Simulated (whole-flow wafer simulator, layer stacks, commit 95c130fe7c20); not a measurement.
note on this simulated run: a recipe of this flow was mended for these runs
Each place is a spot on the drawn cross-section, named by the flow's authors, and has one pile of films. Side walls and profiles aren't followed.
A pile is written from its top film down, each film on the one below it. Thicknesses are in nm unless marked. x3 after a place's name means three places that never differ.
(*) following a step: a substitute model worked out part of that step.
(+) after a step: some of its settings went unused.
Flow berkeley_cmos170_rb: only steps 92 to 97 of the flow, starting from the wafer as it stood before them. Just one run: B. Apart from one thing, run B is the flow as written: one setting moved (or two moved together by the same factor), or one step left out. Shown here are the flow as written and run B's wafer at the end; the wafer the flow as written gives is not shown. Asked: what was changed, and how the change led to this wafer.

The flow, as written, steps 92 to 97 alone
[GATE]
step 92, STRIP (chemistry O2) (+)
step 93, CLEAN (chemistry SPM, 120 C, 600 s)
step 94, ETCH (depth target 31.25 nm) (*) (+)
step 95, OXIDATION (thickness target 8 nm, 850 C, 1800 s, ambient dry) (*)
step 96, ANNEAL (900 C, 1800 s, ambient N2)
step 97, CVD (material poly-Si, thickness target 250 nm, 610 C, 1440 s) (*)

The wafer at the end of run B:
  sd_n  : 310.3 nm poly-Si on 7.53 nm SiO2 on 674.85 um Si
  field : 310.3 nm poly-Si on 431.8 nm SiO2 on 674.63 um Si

The reason: step 97, CVD: 1786 s was run, whereas the flow has 1440 s.

Step by step, how the change led to this:
  step 97, CVD (material poly-Si, thickness target 250 nm, 610 C, 1440 s) (*)
      field, sd_n, spacer_n, gate, sd_p, spacer_p x2, contact, m1: +310.3 poly-Si (new film) (as written it would have been: +250 poly-Si (new film))
